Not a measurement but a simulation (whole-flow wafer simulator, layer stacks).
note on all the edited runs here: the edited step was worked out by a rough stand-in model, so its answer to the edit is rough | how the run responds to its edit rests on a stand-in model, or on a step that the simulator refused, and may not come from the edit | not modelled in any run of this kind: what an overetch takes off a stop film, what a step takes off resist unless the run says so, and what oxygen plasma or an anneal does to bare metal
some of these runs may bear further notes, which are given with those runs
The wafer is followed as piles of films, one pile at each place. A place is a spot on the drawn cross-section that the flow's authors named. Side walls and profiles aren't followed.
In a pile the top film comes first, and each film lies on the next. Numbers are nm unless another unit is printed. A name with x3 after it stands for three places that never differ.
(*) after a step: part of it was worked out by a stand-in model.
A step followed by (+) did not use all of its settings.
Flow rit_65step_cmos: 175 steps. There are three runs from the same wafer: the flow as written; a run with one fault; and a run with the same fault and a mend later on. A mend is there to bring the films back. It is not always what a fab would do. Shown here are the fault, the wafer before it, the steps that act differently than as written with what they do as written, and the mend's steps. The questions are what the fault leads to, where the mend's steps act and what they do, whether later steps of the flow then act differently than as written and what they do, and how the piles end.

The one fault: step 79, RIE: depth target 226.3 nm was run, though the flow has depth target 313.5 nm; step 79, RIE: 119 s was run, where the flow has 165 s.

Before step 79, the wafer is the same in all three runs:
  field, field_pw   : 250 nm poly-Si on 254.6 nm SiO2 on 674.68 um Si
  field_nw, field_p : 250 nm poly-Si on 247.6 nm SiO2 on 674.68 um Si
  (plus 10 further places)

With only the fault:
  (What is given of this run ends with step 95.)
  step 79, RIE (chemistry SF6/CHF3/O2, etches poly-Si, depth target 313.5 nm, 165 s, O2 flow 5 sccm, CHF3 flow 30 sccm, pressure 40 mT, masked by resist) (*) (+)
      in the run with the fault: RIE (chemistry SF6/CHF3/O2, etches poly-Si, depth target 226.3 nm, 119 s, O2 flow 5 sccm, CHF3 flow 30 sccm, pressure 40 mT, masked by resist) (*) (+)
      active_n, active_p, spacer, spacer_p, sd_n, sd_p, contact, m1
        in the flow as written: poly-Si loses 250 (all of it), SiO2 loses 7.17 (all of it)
        in the run with the fault: poly-Si loses 226.3
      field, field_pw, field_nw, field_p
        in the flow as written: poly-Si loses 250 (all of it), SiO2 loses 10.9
        in the run with the fault: poly-Si loses 226.3
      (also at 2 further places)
  Later steps of the flow acting differently than as written (1 other step is not shown; it differs only slightly, by no more than 2% or 0.5 nm, whichever is larger):
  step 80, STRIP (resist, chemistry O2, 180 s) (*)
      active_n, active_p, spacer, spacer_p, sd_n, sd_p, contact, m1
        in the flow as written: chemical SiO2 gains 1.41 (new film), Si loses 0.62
        in the run with the fault: chemical SiO2 gains 1.41 (new film), poly-Si loses 0.62
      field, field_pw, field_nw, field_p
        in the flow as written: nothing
        in the run with the fault: chemical SiO2 gains 1.41 (new film), poly-Si loses 0.62
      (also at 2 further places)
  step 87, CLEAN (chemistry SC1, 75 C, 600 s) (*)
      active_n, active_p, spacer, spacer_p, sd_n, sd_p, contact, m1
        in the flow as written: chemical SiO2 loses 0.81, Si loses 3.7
        in the run with the fault: chemical SiO2 loses 0.81, poly-Si loses 3.7
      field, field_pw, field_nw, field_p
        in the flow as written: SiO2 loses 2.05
        in the run with the fault: chemical SiO2 loses 0.81, poly-Si loses 3.7
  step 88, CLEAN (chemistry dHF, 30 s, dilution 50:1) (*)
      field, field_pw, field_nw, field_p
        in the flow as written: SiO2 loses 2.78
        in the run with the fault: chemical SiO2 loses 0.6 (all of it)
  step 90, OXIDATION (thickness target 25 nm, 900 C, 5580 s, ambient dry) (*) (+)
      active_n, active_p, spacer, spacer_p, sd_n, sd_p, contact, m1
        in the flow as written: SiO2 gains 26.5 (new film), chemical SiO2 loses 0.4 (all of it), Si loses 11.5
        in the run with the fault: SiO2 gains 28.9 (new film), chemical SiO2 loses 0.4 (all of it), poly-Si loses 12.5
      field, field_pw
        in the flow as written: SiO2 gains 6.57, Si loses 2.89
        in the run with the fault: SiO2 gains 28.9 (new film), chemical SiO2 loses 0.4 (all of it), poly-Si loses 12.5
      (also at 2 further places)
  Once step 95 is done, the piles at field, field_pw, field_nw and 9 more depart from the flow's by more than 2% or 0.5 nm, whichever is larger.
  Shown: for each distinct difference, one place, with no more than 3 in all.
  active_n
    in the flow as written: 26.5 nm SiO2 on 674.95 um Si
    in the run with the fault: 28.9 nm SiO2 on 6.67 nm poly-Si on 7.17 nm SiO2 on 674.97 um Si
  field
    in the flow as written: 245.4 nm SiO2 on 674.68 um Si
    in the run with the fault: 28.9 nm SiO2 on 6.67 nm poly-Si on 254.6 nm SiO2 on 674.68 um Si
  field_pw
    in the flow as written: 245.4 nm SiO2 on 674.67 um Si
    in the run with the fault: 28.9 nm SiO2 on 6.67 nm poly-Si on 254.6 nm SiO2 on 674.68 um Si

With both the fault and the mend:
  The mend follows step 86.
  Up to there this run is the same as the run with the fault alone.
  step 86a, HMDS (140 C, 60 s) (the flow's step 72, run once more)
      leaves every film unchanged at each place that is followed
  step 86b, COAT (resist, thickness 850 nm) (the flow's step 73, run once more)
      active_n, active_p
        resist gains 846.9 (new film)
      gate_n, gate_p
        resist gains 632 (new film)
      spacer, spacer_p
        resist gains 857.4 (new film)
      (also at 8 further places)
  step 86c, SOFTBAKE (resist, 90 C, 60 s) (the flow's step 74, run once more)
      leaves every film unchanged at each place that is followed
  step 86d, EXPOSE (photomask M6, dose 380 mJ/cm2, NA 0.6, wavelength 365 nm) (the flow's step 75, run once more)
      leaves every film unchanged at each place that is followed
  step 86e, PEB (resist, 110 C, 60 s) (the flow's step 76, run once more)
      active_n, active_p, sd_p, contact, m1
        resist loses 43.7
      gate_n, gate_p
        resist loses 32.3
      spacer, spacer_p
        resist loses 44.3
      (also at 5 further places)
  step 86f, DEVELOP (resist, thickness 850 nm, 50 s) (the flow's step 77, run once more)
      active_n, active_p
        resist loses 803.2 (all of it)
      field
        resist loses 833.4 (all of it)
      field_pw
        resist loses 826.7 (all of it)
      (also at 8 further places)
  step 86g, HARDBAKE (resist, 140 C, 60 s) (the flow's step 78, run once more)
      gate_n, gate_p
        resist loses 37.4
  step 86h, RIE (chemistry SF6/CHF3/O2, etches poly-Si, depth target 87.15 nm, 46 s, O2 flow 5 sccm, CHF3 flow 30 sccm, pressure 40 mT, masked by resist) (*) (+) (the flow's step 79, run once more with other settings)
      active_n, active_p, spacer, spacer_p, sd_n, sd_p, contact, m1
        chemical SiO2 loses 1.41 (all of it), poly-Si loses 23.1 (all of it), SiO2 loses 7.17 (all of it)
      field, field_pw, field_nw, field_p
        chemical SiO2 loses 1.41 (all of it), poly-Si loses 23.1 (all of it), SiO2 loses 11
      gate_n, gate_p
        resist loses 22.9
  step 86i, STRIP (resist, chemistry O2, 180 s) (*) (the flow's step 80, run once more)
      active_n, active_p, spacer, spacer_p, sd_n, sd_p, contact, m1
        chemical SiO2 gains 1.41 (new film), Si loses 0.62
      gate_n, gate_p
        resist loses 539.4 (all of it), chemical SiO2 gains 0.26, poly-Si loses 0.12
  Later steps of the flow that are run all act as written at every place that is followed, up to a difference of at most 2% or 0.5 nm, whichever is larger.
  The piles end only slightly different from the flow's at the places that both follow, by no more than 2% or 0.5 nm, whichever is larger.
